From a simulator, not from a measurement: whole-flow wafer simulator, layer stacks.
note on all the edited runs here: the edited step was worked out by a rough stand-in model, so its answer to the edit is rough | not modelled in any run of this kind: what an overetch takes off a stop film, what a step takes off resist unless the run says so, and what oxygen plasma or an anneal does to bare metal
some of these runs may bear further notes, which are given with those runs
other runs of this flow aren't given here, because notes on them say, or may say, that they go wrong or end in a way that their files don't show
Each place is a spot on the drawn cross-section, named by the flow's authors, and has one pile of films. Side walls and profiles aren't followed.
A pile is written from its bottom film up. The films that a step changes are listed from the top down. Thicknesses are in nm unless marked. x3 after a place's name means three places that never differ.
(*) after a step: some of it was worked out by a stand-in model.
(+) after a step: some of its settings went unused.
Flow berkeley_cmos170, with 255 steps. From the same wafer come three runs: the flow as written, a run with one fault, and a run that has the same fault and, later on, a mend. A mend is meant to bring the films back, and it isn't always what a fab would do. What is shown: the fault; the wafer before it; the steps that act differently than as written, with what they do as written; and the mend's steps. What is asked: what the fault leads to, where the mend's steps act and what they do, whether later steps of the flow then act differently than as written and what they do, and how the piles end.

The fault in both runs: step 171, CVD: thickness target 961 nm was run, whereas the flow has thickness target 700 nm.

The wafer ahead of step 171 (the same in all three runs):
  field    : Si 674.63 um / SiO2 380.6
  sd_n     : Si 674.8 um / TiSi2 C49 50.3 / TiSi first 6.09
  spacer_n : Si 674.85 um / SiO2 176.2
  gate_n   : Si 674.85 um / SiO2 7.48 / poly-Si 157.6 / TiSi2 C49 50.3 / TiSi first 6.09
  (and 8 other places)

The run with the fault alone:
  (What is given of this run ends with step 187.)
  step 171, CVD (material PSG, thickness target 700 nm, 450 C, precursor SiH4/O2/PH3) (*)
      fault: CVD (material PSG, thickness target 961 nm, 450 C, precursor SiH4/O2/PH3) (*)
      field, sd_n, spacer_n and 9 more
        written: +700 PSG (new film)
        fault: +961 PSG (new film)
  Later steps of the flow acting differently than as written (4 other steps are not shown; they differ only slightly, by no more than 2% or 0.5 nm, whichever is larger):
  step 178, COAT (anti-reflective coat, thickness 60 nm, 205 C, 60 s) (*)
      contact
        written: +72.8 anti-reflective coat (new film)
        fault: +74.4 anti-reflective coat (new film)
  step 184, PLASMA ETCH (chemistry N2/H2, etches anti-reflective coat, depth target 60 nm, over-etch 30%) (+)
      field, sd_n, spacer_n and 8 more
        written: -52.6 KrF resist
        fault: -53.7 KrF resist
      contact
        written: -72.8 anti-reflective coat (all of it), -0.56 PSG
        fault: -74.4 anti-reflective coat (all of it), -0.57 PSG
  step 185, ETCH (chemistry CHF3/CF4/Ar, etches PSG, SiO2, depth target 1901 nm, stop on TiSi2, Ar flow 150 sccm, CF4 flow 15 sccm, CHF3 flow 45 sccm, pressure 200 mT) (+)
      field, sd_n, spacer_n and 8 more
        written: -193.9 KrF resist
        fault: -259.2 KrF resist
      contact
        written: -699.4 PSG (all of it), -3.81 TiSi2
        fault: -960.4 PSG (all of it), -3.81 TiSi2
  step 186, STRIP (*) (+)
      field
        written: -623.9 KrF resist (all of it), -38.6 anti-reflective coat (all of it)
        fault: -557.9 KrF resist (all of it), -39.2 anti-reflective coat (all of it)
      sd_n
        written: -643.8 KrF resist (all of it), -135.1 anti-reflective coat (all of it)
        fault: -576.2 KrF resist (all of it), -137.3 anti-reflective coat (all of it)
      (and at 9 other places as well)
  Once step 187 is done, the piles at field, sd_n, spacer_n and 8 more depart from the flow's by more than 2% or 0.5 nm, whichever is larger.
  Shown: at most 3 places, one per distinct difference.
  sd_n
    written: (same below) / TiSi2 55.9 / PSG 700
    fault: (same below) / TiSi2 55.9 / PSG 961
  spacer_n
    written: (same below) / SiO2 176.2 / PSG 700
    fault: (same below) / SiO2 176.2 / PSG 961
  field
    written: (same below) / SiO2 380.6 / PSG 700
    fault: (same below) / SiO2 380.6 / PSG 961

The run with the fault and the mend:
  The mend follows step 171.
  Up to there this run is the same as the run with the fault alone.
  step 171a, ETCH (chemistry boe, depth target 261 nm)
      field, sd_n, spacer_n and 9 more
        -261 PSG
  Every later step of the flow that is run acts as written, at every place that is followed, to within 2% or 0.5 nm, whichever is larger.
  When the end is reached, the piles differ only a little from the flow's at the places that both follow, at most by 2% or 0.5 nm, whichever is larger.
